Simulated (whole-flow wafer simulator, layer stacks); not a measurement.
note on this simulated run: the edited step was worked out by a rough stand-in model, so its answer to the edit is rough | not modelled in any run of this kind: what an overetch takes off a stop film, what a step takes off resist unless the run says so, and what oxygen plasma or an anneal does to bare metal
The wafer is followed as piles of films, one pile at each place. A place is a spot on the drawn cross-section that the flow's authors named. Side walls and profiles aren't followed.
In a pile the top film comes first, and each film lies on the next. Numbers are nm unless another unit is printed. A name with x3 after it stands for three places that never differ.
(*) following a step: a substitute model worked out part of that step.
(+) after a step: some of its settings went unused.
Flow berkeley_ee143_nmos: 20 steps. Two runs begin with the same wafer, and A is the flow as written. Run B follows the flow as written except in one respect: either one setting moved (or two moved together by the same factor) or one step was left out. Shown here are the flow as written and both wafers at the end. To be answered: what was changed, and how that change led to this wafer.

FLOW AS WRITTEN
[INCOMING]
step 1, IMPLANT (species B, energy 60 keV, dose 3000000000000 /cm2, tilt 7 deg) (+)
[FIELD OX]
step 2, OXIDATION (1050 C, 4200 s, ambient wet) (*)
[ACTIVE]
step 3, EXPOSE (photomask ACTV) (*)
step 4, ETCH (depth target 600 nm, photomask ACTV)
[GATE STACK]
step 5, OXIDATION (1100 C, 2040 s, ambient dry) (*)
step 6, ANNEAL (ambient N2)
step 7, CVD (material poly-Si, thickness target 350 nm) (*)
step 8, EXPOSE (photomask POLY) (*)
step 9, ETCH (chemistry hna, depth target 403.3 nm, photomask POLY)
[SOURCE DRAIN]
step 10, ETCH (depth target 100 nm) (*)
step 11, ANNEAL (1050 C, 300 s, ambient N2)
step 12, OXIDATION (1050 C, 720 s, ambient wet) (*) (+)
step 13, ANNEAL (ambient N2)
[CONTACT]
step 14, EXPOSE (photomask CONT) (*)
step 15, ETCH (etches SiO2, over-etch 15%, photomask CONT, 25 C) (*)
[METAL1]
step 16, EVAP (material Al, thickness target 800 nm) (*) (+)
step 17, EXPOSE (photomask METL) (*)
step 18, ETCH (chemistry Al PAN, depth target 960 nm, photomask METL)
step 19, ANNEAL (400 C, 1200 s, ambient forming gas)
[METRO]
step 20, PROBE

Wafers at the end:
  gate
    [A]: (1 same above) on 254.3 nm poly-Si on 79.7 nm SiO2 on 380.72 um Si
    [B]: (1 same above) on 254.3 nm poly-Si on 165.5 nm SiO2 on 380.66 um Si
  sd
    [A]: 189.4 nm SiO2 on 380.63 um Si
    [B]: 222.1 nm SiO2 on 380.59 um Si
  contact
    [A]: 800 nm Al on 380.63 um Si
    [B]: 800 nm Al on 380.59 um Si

Cause: step 2, OXIDATION: 6510 s was run, whereas the flow has 4200 s.

The path from the change to this, step by step:
  step 2, OXIDATION (1050 C, 4200 s, ambient wet) (*)
      gate, sd, contact, field: A SiO2 gains 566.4 (new film), chemical SiO2 loses 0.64 (all of it), Si loses 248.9 | B SiO2 gains 732.4 (new film), chemical SiO2 loses 0.64 (all of it), Si loses 322
  step 4, ETCH (depth target 600 nm, photomask ACTV)
      gate, sd, contact: A SiO2 loses 566.4 (all of it) | B SiO2 loses 600
  step 5, OXIDATION (1100 C, 2040 s, ambient dry) (*)
      gate, sd, contact: A SiO2 gains 79.7 (new film), Si loses 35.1 | B SiO2 gains 33.1, Si loses 14.6
      field: A SiO2 gains 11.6, Si loses 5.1 | B SiO2 gains 9.26, Si loses 4.07
  step 10, ETCH (depth target 100 nm) (*)
      sd, contact: A SiO2 loses 79.7 (all of it) | B SiO2 loses 100
  step 12, OXIDATION (1050 C, 720 s, ambient wet) (*) (+)
      sd, contact: A SiO2 gains 189.4 (new film), Si loses 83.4 | B SiO2 gains 156.5, Si loses 68.9
      field: A SiO2 gains 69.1, Si loses 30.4 | B SiO2 gains 55.8, Si loses 24.6
  step 15, ETCH (etches SiO2, over-etch 15%, photomask CONT, 25 C) (*)
      contact: A SiO2 loses 189.4 (all of it) | B SiO2 loses 222.1 (all of it)
